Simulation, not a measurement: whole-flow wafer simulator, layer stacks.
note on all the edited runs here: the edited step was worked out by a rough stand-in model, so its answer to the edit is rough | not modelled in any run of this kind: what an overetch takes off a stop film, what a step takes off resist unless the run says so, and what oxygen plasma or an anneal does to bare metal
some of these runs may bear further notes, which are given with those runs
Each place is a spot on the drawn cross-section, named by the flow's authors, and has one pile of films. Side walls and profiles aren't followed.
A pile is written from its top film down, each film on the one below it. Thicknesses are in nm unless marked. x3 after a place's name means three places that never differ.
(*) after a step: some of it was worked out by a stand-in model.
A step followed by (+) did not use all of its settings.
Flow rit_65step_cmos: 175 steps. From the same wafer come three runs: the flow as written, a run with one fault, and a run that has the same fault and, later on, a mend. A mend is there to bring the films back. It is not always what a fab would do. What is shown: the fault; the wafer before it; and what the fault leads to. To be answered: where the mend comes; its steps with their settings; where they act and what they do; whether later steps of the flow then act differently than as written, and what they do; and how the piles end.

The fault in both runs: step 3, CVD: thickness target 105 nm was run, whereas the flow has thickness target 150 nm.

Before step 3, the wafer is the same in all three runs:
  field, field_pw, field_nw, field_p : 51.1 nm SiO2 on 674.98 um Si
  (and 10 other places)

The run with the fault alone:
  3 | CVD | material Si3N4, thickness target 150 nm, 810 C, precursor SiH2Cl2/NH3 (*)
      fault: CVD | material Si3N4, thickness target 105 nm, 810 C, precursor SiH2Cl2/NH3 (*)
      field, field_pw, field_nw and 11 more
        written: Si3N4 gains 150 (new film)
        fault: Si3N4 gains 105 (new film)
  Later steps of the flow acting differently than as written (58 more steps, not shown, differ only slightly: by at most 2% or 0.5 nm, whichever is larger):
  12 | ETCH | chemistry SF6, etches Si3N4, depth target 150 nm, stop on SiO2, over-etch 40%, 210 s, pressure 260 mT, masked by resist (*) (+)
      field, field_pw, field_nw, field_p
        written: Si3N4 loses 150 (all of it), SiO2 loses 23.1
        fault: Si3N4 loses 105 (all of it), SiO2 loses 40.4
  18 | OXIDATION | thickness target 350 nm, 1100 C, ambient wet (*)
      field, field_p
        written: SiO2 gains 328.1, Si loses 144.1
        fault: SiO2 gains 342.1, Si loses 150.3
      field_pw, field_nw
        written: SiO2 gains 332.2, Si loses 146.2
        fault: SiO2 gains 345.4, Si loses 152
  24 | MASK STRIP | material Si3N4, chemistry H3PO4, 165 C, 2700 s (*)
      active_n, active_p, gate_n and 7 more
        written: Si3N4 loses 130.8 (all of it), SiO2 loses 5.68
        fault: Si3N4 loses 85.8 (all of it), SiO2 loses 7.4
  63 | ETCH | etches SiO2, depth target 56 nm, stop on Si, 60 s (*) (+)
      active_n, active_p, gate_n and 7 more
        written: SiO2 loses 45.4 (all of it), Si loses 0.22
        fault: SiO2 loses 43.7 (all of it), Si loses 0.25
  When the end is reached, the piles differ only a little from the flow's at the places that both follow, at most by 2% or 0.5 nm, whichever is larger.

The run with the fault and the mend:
  The mend follows step 4.
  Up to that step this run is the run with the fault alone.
  4a | CVD | material Si3N4, thickness target 45 nm, 810 C, precursor SiH2Cl2/NH3 (*) (the flow's step 3, run once more with other settings)
      field, field_pw, field_nw and 11 more
        Si3N4 gains 45
  None of the later steps of the flow acts differently than as written at any place that is followed.
  By the end, the piles equal the flow's at every place that both follow.
